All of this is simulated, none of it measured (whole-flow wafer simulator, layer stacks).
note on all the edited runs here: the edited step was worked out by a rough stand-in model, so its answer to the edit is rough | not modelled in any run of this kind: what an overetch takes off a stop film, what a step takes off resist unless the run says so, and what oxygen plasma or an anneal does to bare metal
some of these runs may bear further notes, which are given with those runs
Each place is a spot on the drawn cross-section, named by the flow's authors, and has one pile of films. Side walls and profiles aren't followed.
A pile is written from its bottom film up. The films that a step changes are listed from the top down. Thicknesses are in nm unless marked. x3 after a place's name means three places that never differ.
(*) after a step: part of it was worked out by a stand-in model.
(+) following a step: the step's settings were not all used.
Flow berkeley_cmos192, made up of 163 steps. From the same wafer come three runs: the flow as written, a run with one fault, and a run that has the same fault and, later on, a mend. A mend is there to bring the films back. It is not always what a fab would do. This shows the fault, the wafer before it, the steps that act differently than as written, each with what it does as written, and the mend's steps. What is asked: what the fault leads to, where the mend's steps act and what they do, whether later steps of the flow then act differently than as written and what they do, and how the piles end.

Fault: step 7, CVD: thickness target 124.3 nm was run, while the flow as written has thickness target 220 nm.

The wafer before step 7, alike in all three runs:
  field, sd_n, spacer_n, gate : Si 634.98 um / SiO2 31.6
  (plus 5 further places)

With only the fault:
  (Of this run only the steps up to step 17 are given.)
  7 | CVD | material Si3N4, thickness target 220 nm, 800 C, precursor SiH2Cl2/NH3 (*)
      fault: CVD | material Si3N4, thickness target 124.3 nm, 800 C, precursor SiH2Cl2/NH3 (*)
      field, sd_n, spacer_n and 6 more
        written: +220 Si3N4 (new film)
        fault: +124.3 Si3N4 (new film)
  Steps further on in the flow that do not act as written:
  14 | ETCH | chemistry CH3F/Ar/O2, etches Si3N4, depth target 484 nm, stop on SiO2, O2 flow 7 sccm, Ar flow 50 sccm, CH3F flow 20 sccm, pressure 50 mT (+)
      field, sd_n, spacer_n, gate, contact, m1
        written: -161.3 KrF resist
        fault: -97.5 KrF resist
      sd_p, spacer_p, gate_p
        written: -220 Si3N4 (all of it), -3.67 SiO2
        fault: -124.3 Si3N4 (all of it), -3.67 SiO2
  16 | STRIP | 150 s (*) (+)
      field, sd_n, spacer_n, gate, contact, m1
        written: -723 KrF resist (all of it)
        fault: -786.8 KrF resist (all of it)
  Once step 17 is done, the piles at field, sd_n, spacer_n, gate, contact, m1 depart from the flow's by more than 2% or 0.5 nm, whichever is larger.
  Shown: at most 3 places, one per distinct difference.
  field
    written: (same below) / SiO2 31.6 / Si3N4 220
    fault: (same below) / SiO2 31.6 / Si3N4 124.3

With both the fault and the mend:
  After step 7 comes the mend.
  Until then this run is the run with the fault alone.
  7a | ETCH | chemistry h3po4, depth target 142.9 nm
      field, sd_n, spacer_n and 6 more
        -124.3 Si3N4 (all of it)
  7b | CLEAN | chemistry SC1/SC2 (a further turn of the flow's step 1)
      alters no film at any place that is followed
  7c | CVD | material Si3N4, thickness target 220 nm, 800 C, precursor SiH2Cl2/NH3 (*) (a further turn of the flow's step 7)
      field, sd_n, spacer_n and 6 more
        +220 Si3N4 (new film)
  Every later step of the flow that is run acts as written at every place that is followed.
  By the end, the piles equal the flow's at every place that both follow.
